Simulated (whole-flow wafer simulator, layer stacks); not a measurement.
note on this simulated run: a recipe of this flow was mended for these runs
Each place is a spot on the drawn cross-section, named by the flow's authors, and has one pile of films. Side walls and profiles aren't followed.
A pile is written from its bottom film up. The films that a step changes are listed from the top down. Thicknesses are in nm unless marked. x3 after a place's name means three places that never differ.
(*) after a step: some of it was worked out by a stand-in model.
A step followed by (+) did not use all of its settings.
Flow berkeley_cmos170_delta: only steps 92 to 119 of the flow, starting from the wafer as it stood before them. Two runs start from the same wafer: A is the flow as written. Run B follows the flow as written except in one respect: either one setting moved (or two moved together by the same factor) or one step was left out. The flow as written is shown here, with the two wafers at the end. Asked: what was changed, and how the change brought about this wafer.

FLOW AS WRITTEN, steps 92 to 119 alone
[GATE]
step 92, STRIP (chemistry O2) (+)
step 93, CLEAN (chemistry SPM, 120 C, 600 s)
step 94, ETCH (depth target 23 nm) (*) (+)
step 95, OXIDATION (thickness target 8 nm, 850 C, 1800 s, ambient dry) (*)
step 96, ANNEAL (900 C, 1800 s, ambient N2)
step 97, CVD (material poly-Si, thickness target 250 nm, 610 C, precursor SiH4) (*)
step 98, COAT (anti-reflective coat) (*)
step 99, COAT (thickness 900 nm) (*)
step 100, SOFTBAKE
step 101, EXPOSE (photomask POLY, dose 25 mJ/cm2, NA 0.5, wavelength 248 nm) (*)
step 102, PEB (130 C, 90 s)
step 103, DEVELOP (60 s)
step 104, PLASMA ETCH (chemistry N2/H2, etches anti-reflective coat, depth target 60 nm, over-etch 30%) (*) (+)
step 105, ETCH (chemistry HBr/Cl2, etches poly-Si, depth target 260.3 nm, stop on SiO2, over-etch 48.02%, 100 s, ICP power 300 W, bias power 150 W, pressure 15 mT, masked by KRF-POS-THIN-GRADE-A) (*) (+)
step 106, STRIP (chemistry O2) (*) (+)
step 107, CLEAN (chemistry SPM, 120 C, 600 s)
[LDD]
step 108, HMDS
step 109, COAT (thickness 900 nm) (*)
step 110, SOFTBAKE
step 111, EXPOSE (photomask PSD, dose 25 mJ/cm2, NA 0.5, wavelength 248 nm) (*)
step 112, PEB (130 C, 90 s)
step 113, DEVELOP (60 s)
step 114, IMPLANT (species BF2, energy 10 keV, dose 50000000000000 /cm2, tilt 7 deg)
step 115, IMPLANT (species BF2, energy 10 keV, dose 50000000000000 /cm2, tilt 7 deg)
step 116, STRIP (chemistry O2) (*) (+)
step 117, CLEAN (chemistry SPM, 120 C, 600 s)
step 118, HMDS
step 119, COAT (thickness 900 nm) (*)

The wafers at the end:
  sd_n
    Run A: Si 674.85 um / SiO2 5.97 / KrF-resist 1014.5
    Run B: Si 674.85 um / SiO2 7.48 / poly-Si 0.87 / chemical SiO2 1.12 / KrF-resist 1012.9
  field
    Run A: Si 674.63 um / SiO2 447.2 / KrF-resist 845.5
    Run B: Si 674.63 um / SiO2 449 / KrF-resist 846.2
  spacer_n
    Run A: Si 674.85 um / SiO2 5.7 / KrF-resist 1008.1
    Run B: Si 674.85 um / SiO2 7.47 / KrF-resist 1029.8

The reason: step 97, CVD: thickness target 388 nm was run, though the flow has thickness target 250 nm.

Step by step, how the change led to this:
  step 97, CVD (material poly-Si, thickness target 250 nm, 610 C, precursor SiH4) (*)
      field, sd_n, spacer_n and 6 more: A poly-Si gains 250 (new film) | B poly-Si gains 388 (new film)
  step 98, COAT (anti-reflective coat) (*)
      field: A anti-reflective coat gains 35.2 (new film) | B anti-reflective coat gains 36.8 (new film)
      sd_n: A anti-reflective coat gains 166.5 (new film) | B anti-reflective coat gains 174.4 (new film)
      (and at 1 other place as well)
  step 104, PLASMA ETCH (chemistry N2/H2, etches anti-reflective coat, depth target 60 nm, over-etch 30%) (*) (+)
      field: A anti-reflective coat loses 35.2 (all of it), poly-Si loses 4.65 | B anti-reflective coat loses 36.8 (all of it), poly-Si loses 4.87
      sd_n: A anti-reflective coat loses 166.5 (all of it), poly-Si loses 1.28 | B anti-reflective coat loses 174.4 (all of it), poly-Si loses 1.34
      (and at 1 other place as well)
  step 105, ETCH (chemistry HBr/Cl2, etches poly-Si, depth target 260.3 nm, stop on SiO2, over-etch 48.02%, 100 s, ICP power 300 W, bias power 150 W, pressure 15 mT, masked by KRF-POS-THIN-GRADE-A) (*) (+)
      field: A poly-Si loses 245.4 (all of it), SiO2 loses 1.77 | B poly-Si loses 383.1 (all of it)
      sd_n: A poly-Si loses 248.7 (all of it), SiO2 loses 1.52 | B poly-Si loses 385.3
      (and at 5 other places as well)
  step 106, STRIP (chemistry O2) (*) (+)
      sd_n: A nothing | B chemical SiO2 gains 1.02 (new film), poly-Si loses 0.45
  step 109, COAT (thickness 900 nm) (*)
      spacer_n: A KrF-resist gains 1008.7 (new film) | B KrF-resist gains 1029.8 (new film)
      gate: A KrF-resist gains 758.7 (new film) | B KrF-resist gains 645.4 (new film)
      (and at 2 other places as well)
  step 113, DEVELOP (60 s)
      spacer_p: A KrF-resist loses 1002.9 (all of it) | B KrF-resist loses 1023.4 (all of it)
      gate_p: A KrF-resist loses 752.9 (all of it) | B KrF-resist loses 639.4 (all of it)
  step 116, STRIP (chemistry O2) (*) (+)
      spacer_n: A KrF-resist loses 991.4 (all of it) | B KrF-resist loses 1012.5 (all of it)
      gate: A KrF-resist loses 742.2 (all of it), chemical SiO2 gains 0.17 | B KrF-resist loses 629.2 (all of it), chemical SiO2 gains 0.17
  step 119, COAT (thickness 900 nm) (*)
      spacer_n: A KrF-resist gains 1008.1 (new film) | B KrF-resist gains 1029.8 (new film)
      gate: A KrF-resist gains 758 (new film) | B KrF-resist gains 645.4 (new film)
      (and at 2 other places as well)
